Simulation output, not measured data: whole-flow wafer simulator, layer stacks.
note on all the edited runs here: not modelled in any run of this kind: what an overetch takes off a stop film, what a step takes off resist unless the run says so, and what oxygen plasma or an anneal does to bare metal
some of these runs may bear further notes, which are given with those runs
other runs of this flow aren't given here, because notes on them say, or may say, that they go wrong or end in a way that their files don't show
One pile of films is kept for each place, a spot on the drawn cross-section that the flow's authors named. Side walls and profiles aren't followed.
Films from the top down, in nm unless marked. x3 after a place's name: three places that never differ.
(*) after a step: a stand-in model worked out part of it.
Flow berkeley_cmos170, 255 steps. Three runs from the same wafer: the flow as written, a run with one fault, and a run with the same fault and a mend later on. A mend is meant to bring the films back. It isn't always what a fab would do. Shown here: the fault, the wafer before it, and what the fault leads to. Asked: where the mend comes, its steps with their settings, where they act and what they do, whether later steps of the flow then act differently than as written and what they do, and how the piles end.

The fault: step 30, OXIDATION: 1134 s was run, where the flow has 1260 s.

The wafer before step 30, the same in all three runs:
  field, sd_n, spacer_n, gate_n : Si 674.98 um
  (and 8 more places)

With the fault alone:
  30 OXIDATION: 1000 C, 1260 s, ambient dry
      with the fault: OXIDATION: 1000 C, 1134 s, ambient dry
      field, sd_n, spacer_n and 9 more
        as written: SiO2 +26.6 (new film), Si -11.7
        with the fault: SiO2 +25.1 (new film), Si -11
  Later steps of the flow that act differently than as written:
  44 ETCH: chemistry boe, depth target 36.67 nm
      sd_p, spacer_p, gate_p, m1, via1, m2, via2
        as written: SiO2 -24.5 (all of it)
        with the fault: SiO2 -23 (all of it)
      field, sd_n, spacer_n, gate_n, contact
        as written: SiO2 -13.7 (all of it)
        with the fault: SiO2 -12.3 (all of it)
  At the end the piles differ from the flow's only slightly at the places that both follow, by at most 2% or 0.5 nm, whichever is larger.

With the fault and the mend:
  The mend comes after step 30.
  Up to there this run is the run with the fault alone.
  30a OXIDATION: 1000 C, 126 s, ambient dry (*) (the flow's step 30 once more, with other settings)
      field, sd_n, spacer_n and 9 more
        SiO2 +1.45, Si -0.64
  No later step of the flow acts differently than as written at any place that is followed.
  At the end the piles are the same as the flow's at every place that both follow.
